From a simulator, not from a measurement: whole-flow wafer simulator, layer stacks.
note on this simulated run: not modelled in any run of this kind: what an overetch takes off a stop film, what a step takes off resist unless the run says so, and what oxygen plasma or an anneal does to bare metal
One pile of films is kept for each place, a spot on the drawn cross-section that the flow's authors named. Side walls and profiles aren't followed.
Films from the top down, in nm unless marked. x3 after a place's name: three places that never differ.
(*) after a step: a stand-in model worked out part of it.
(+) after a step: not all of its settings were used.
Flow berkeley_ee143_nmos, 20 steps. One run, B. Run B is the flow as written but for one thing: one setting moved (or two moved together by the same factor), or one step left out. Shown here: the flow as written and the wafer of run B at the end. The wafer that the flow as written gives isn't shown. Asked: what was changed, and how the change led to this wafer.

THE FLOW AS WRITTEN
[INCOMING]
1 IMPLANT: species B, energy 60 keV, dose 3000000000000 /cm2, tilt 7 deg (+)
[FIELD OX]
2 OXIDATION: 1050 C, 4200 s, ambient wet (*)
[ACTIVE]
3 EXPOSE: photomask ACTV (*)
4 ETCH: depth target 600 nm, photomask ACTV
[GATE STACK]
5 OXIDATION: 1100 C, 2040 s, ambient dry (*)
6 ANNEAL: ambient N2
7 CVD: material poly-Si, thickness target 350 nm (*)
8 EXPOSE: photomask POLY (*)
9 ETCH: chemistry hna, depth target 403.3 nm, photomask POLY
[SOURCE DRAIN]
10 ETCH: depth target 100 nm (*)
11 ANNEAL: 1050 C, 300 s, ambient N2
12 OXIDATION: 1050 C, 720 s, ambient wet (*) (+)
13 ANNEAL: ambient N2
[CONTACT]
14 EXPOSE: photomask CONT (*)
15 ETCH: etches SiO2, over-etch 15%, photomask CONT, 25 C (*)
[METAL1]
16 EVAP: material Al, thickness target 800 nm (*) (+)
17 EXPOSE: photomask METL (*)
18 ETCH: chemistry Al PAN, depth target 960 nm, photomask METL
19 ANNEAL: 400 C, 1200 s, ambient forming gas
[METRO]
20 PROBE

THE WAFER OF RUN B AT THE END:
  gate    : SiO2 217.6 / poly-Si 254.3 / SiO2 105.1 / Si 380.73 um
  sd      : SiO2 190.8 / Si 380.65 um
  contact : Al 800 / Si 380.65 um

The cause: step 4, ETCH: depth target 509 nm was run, where the flow has depth target 600 nm.

How the change led to this, step by step:
  4 ETCH: depth target 600 nm, photomask ACTV
      gate, sd, contact: SiO2 -509 (as written it would be: SiO2 -566.4 (all of it))
  5 OXIDATION: 1100 C, 2040 s, ambient dry (*)
      gate, sd, contact: SiO2 +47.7, Si -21 (as written it would be: SiO2 +79.7 (new film), Si -35.1)
  10 ETCH: depth target 100 nm (*)
      sd, contact: SiO2 -100 (as written it would be: SiO2 -79.7 (all of it))
  12 OXIDATION: 1050 C, 720 s, ambient wet (*) (+)
      sd, contact: SiO2 +185.7, Si -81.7 (as written it would be: SiO2 +189.4 (new film), Si -83.4)
